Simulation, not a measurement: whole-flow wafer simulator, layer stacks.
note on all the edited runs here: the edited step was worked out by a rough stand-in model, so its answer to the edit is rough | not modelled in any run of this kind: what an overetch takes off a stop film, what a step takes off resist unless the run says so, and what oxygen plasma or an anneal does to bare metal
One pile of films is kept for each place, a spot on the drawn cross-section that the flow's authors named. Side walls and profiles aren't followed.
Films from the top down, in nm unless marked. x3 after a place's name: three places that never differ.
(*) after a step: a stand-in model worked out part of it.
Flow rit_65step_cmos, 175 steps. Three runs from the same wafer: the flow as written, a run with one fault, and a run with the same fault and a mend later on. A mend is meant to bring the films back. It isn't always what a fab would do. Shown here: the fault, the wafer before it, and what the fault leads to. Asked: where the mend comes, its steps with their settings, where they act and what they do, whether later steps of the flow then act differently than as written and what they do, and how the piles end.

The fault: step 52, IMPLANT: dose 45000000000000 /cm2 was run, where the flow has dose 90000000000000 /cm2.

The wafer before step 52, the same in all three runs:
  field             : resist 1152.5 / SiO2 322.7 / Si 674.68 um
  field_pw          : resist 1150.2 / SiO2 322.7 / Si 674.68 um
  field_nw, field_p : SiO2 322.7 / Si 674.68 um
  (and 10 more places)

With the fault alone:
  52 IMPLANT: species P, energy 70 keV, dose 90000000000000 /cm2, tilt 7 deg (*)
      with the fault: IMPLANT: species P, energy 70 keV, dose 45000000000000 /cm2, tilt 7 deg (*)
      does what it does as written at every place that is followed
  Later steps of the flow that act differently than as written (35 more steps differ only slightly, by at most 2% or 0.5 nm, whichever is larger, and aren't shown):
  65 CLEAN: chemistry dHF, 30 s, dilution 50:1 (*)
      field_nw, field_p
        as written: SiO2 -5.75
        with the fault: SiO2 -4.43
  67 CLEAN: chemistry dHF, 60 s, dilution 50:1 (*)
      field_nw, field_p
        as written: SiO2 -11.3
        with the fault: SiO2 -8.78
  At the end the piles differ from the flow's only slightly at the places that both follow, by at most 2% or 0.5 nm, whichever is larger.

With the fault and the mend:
  The mend comes after step 52.
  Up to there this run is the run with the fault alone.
  52a IMPLANT: species P, energy 70 keV, dose 45000000000000 /cm2, tilt 7 deg (*) (the flow's step 52 once more, with other settings)
      changes no film at any place that is followed
  No later step of the flow acts differently than as written at any place that is followed.
  At the end the piles are the same as the flow's at every place that both follow.
